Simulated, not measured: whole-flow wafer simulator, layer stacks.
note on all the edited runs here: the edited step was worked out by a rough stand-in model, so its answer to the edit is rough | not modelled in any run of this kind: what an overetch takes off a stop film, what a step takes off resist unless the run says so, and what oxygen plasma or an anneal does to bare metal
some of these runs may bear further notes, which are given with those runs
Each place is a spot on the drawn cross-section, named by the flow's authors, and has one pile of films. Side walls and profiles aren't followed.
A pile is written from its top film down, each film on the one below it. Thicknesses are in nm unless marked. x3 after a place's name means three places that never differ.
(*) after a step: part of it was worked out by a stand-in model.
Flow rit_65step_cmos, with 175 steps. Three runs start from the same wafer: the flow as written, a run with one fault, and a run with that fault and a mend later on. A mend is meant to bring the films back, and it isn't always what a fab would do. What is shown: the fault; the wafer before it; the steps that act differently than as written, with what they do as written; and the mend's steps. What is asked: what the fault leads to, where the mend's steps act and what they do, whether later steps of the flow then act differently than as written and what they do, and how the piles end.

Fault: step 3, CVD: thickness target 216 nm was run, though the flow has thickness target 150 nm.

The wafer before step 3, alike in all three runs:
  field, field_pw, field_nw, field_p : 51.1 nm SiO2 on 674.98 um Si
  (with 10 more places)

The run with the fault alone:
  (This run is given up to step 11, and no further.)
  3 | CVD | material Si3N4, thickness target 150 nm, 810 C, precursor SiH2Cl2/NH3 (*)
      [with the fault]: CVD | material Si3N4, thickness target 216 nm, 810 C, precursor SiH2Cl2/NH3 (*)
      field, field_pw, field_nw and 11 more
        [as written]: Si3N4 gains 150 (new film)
        [with the fault]: Si3N4 gains 216 (new film)
  None of the later steps of the flow up to step 11 acts differently than as written at any place that is followed.
  Once step 11 is done, the piles at field, field_pw, field_nw and 11 more depart from the flow's by more than 2% or 0.5 nm, whichever is larger.
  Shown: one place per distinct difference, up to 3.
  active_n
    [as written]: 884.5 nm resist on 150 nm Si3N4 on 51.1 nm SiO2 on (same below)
    [with the fault]: 884.5 nm resist on 216 nm Si3N4 on 51.1 nm SiO2 on (same below)
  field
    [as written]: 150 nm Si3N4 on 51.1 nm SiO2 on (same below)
    [with the fault]: 216 nm Si3N4 on 51.1 nm SiO2 on (same below)

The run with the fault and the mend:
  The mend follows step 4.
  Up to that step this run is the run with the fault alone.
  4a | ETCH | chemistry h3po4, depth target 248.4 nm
      field, field_pw, field_nw and 11 more
        Si3N4 loses 216 (all of it)
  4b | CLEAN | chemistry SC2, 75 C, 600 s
      leaves every film unchanged at each place that is followed
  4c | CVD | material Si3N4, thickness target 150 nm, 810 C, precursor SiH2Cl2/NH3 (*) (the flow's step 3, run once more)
      field, field_pw, field_nw and 11 more
        Si3N4 gains 150 (new film)
  None of the later steps of the flow acts differently than as written at any place that is followed.
  By the end, the piles equal the flow's at every place that both follow.
